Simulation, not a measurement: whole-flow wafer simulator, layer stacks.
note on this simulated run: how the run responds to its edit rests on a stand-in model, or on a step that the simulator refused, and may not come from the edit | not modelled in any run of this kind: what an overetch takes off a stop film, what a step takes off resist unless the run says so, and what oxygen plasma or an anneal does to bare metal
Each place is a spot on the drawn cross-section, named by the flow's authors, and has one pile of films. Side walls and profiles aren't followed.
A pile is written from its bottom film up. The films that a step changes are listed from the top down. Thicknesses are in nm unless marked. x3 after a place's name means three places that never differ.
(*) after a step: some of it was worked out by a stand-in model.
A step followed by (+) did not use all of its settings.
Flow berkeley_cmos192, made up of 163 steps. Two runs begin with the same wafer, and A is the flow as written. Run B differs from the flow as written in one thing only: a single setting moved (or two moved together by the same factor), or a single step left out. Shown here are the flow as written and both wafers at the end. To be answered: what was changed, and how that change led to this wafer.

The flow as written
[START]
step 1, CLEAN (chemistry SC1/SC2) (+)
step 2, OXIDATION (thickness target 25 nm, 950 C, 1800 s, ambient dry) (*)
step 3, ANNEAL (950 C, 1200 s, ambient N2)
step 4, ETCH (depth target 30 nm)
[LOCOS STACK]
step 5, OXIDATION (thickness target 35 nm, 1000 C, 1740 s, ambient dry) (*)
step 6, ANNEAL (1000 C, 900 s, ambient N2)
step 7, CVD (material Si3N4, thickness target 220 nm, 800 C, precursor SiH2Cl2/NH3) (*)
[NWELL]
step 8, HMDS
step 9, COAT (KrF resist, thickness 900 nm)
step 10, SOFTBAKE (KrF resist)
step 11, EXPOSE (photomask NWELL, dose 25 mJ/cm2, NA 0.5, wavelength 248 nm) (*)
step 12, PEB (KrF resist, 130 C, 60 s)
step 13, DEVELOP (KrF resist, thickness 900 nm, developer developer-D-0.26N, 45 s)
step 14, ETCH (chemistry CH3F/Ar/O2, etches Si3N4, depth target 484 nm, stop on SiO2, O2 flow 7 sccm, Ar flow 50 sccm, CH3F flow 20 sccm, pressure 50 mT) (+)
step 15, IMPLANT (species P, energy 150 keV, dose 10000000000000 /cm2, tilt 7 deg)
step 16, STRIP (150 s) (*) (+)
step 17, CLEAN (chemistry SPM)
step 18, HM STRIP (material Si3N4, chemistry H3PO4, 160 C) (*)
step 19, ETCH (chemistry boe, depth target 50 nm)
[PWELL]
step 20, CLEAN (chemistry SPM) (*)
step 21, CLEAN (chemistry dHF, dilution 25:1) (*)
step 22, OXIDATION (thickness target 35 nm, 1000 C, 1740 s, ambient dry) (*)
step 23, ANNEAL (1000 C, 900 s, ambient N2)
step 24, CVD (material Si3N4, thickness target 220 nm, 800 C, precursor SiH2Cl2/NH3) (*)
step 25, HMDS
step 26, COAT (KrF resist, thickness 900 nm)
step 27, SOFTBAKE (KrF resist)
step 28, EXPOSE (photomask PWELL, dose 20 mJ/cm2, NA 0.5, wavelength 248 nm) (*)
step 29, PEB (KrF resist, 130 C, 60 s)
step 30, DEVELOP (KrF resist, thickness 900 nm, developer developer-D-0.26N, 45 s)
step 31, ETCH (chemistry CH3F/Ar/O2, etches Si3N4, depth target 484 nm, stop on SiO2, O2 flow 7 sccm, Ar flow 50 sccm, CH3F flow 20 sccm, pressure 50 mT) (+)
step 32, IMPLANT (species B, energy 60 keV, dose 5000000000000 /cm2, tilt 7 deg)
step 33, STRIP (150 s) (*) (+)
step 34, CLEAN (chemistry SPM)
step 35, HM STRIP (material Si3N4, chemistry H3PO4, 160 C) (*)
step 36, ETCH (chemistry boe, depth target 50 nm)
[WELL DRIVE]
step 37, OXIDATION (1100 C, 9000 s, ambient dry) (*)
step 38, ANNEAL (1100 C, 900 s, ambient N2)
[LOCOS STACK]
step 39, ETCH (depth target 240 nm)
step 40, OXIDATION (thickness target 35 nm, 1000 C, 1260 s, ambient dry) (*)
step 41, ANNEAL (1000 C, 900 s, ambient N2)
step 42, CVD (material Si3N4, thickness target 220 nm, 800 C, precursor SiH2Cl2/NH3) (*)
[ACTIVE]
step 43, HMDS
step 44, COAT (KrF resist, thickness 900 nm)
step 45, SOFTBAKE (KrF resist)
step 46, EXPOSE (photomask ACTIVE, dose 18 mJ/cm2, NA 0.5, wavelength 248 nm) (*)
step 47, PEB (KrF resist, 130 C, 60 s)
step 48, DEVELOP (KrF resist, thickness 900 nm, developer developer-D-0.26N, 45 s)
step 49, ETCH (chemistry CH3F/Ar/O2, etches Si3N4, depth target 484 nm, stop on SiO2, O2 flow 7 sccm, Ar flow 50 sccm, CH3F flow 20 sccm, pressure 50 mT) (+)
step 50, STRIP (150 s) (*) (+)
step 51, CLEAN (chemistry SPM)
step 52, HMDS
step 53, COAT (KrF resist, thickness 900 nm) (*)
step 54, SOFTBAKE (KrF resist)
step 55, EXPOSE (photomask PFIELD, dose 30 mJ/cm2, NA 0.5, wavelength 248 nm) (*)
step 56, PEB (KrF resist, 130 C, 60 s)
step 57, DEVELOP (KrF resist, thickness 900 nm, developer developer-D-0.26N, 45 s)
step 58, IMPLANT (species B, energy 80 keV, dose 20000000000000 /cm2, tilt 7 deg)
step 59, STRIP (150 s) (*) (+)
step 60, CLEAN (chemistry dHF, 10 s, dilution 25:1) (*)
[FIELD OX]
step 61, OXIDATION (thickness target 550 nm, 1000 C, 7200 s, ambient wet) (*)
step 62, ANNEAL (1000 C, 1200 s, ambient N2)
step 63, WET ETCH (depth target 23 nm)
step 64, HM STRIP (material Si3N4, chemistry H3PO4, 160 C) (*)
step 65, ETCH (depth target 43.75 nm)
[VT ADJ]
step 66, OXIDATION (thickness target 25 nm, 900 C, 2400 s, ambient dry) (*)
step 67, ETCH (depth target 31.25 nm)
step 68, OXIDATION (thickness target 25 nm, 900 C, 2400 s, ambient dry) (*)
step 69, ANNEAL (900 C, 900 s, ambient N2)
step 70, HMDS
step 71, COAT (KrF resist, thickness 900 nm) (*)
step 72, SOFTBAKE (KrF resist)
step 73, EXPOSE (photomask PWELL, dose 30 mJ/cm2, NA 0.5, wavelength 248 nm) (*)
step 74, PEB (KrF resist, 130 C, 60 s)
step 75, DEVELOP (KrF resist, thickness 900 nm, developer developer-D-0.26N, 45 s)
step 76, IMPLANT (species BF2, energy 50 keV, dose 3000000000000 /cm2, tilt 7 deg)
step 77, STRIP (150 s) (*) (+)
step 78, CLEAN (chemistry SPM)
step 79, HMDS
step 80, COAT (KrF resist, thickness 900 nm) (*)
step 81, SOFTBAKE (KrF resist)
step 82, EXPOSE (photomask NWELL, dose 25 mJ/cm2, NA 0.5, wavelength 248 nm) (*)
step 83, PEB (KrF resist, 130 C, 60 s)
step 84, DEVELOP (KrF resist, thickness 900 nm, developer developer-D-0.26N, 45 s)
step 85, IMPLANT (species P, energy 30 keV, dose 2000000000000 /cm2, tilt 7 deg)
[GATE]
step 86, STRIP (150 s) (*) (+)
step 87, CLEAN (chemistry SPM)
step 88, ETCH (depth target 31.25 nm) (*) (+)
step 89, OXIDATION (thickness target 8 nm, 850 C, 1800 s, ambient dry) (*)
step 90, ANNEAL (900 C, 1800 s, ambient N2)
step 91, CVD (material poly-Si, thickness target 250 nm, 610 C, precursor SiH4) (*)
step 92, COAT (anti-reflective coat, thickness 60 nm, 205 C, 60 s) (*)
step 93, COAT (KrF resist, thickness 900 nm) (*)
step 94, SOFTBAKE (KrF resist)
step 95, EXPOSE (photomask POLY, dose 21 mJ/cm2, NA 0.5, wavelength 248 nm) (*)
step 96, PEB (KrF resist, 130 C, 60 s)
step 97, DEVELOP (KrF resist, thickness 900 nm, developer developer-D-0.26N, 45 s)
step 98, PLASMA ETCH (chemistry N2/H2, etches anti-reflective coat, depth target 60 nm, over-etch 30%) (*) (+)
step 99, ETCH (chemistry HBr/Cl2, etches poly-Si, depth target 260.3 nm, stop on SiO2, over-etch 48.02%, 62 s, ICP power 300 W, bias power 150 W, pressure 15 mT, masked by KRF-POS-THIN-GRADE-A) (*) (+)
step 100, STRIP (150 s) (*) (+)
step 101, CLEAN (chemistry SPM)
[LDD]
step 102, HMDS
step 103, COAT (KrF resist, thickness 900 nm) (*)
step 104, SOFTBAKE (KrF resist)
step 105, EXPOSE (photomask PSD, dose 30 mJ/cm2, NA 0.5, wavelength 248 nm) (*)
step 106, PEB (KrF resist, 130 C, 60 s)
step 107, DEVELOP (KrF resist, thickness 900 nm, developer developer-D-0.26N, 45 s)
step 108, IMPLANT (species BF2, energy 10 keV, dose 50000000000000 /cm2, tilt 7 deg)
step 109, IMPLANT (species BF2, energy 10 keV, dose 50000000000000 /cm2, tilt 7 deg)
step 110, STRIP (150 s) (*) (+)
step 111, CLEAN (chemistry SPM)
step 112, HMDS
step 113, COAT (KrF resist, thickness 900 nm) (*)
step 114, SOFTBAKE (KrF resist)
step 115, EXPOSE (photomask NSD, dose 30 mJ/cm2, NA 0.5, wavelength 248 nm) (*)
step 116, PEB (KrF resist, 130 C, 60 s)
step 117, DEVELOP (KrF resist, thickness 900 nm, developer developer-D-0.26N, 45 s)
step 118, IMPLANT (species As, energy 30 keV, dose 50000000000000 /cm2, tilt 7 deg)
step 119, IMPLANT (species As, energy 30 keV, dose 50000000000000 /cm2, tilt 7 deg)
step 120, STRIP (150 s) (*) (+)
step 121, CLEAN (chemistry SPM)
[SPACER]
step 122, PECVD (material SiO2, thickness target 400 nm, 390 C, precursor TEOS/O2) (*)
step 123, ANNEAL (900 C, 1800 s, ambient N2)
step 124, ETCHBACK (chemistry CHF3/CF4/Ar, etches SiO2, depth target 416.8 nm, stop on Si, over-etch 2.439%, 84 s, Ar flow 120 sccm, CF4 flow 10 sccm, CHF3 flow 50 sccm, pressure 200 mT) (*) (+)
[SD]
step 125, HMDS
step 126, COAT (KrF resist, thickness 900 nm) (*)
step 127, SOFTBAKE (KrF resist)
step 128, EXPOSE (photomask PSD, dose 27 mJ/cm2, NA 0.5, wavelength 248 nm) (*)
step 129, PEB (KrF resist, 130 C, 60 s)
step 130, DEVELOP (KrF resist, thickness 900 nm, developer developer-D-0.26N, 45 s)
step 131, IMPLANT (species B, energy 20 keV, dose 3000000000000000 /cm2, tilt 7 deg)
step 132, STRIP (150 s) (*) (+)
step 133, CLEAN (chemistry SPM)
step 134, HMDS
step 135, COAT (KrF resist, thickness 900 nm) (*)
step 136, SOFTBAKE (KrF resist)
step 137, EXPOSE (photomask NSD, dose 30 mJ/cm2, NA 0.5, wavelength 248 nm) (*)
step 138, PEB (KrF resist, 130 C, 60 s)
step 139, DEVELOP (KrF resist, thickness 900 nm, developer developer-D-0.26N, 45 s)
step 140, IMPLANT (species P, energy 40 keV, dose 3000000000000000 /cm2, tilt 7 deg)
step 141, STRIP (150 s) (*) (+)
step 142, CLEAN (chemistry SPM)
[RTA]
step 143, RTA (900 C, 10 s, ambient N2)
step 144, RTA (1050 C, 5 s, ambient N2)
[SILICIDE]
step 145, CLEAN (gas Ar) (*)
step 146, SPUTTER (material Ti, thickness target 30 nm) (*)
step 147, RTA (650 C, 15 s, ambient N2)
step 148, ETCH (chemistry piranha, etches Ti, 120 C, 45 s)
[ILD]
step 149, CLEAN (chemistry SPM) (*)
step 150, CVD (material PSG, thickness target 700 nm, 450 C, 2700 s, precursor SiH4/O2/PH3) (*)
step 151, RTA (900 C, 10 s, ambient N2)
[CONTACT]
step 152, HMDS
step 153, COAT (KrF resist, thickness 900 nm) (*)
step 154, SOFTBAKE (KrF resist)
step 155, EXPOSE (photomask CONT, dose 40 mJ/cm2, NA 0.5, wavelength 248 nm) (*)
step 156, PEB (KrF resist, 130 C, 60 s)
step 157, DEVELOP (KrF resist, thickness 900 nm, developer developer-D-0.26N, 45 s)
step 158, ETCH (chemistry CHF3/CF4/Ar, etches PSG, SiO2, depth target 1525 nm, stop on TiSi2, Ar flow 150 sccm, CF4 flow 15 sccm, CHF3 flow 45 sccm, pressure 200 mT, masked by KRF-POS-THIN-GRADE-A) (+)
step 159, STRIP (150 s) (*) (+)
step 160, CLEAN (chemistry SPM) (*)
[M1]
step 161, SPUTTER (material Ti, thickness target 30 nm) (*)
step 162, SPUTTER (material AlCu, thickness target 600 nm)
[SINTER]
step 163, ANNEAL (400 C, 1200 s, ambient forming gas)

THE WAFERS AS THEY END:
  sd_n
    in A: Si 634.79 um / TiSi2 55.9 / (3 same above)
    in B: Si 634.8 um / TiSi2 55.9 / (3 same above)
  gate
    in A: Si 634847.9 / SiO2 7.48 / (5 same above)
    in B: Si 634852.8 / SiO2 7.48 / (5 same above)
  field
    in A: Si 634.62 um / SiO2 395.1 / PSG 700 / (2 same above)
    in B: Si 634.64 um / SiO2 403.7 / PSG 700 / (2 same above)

Cause: step 39, ETCH: depth target 163 nm was run, whereas the flow has depth target 240 nm.

Step by step, how the change led to this:
  step 39, ETCH (depth target 240 nm)
      field, sd_n, spacer_n and 6 more: A SiO2 loses 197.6 (all of it) | B SiO2 loses 163
  step 40, OXIDATION (thickness target 35 nm, 1000 C, 1260 s, ambient dry) (*)
      field, sd_n, spacer_n and 6 more: A SiO2 gains 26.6 (new film), Si loses 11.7 | B SiO2 gains 17.9, Si loses 7.86
  step 61, OXIDATION (thickness target 550 nm, 1000 C, 7200 s, ambient wet) (*)
      spacer_n, spacer_p, gate_p, contact, m1: A SiO2 gains 12.1 (new film), Si3N4 loses 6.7 | B SiO2 gains 12.1 (new film), Si3N4 loses 6.7, SiO2 gains 0.01
      gate: A SiO2 gains 12.1 (new film), Si3N4 loses 6.7, SiO2 gains 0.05, Si loses 0.05 | B SiO2 gains 12.1 (new film), Si3N4 loses 6.7, SiO2 gains 0.01
      (also at 3 further places)
  step 65, ETCH (depth target 43.75 nm)
      sd_n, spacer_n, gate, sd_p, spacer_p, gate_p, contact, m1: A SiO2 loses 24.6 (all of it) | B SiO2 loses 43.8
  step 66, OXIDATION (thickness target 25 nm, 900 C, 2400 s, ambient dry) (*)
      spacer_n, gate, spacer_p, gate_p, contact, m1: A SiO2 gains 14.9 (new film), Si loses 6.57 | B SiO2 gains 12.7, Si loses 5.57
      sd_n, sd_p: A SiO2 gains 14.9 (new film), Si loses 6.57 | B SiO2 gains 12, Si loses 5.29
  step 67, ETCH (depth target 31.25 nm)
      spacer_n, gate, spacer_p, gate_p, contact, m1: A SiO2 loses 14.9 (all of it) | B SiO2 loses 19.4 (all of it)
      sd_n, sd_p: A SiO2 loses 14.9 (all of it) | B SiO2 loses 21.7 (all of it)
  step 92, COAT (anti-reflective coat, thickness 60 nm, 205 C, 60 s) (*)
      sd_n: A anti-reflective coat gains 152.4 (new film) | B anti-reflective coat gains 163.9 (new film)
      spacer_n: A anti-reflective coat gains 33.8 (new film) | B anti-reflective coat gains 29.5 (new film)
      (also at 6 further places)
  step 98, PLASMA ETCH (chemistry N2/H2, etches anti-reflective coat, depth target 60 nm, over-etch 30%) (*) (+)
      sd_n: A anti-reflective coat loses 152.4 (all of it), poly-Si loses 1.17 | B anti-reflective coat loses 163.9 (all of it), poly-Si loses 1.26
      spacer_n: A anti-reflective coat loses 33.8 (all of it), poly-Si loses 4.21 | B anti-reflective coat loses 29.5 (all of it), poly-Si loses 4.71
      (also at 4 further places)
  step 100, STRIP (150 s) (*) (+)
      gate: A chemical SiO2 gains 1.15 (new film), KrF resist loses 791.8 (all of it), anti-reflective coat loses 30 (all of it), poly-Si loses 0.51 | B chemical SiO2 gains 1.15 (new film), KrF resist loses 805.1 (all of it), anti-reflective coat loses 25.5 (all of it), poly-Si loses 0.51
      gate_p: A chemical SiO2 gains 1.15 (new film), KrF resist loses 765.1 (all of it), anti-reflective coat loses 31 (all of it), poly-Si loses 0.51 | B chemical SiO2 gains 1.15 (new film), KrF resist loses 773.7 (all of it), anti-reflective coat loses 27.7 (all of it), poly-Si loses 0.51
